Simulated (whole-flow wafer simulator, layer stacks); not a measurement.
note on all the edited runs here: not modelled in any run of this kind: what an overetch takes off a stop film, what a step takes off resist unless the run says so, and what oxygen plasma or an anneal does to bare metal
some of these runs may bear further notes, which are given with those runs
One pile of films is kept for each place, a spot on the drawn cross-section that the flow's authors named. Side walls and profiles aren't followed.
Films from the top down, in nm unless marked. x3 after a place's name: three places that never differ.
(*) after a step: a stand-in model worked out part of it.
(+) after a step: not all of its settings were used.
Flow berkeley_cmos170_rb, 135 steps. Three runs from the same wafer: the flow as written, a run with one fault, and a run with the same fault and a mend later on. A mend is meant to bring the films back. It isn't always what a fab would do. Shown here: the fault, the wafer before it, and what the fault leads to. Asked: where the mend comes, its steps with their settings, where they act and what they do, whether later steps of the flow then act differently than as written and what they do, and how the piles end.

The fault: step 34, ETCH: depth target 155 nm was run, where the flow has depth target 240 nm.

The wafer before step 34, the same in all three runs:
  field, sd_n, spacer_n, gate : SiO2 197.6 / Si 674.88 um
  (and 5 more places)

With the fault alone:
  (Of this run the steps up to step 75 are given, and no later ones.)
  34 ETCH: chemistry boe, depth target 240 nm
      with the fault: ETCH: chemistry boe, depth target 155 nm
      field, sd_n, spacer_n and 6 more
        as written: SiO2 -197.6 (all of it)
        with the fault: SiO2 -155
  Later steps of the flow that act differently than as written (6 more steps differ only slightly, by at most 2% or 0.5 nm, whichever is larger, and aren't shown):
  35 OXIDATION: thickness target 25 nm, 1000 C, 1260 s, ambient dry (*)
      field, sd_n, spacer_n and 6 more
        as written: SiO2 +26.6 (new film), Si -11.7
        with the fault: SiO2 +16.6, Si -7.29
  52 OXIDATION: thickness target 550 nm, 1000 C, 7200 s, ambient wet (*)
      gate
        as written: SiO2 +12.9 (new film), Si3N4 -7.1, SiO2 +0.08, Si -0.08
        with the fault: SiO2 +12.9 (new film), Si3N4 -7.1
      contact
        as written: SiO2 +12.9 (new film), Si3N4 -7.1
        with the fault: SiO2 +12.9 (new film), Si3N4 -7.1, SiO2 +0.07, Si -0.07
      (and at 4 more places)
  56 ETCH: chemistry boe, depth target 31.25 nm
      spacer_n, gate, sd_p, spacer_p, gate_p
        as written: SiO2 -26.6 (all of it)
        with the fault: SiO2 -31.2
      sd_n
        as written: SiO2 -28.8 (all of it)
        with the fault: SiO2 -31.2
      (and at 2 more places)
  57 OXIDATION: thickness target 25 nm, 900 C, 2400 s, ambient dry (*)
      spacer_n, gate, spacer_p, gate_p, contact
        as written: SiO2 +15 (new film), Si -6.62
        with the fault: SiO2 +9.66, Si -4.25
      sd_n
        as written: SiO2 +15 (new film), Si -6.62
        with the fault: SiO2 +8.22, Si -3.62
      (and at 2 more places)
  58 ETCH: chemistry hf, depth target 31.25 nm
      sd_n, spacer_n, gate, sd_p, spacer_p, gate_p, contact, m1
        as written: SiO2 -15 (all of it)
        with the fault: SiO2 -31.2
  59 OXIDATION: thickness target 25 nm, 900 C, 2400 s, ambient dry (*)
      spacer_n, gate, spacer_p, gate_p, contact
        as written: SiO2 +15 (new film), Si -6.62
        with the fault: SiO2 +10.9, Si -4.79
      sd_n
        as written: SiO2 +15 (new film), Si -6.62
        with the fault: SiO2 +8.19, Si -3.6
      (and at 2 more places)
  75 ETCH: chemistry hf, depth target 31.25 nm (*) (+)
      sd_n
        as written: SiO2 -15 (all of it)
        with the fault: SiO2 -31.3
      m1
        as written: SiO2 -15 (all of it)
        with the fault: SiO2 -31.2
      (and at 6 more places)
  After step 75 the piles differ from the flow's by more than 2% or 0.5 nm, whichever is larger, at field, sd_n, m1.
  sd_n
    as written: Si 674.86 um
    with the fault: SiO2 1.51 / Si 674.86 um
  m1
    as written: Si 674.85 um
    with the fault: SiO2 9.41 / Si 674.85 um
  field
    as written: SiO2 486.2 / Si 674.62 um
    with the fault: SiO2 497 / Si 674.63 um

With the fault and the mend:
  The mend comes after step 34.
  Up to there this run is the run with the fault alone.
  34a ETCH: chemistry boe, depth target 85 nm (the flow's step 34 once more, with other settings)
      field, sd_n, spacer_n and 6 more
        SiO2 -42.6 (all of it)
  No later step of the flow acts differently than as written at any place that is followed.
  At the end the piles are the same as the flow's at every place that both follow.
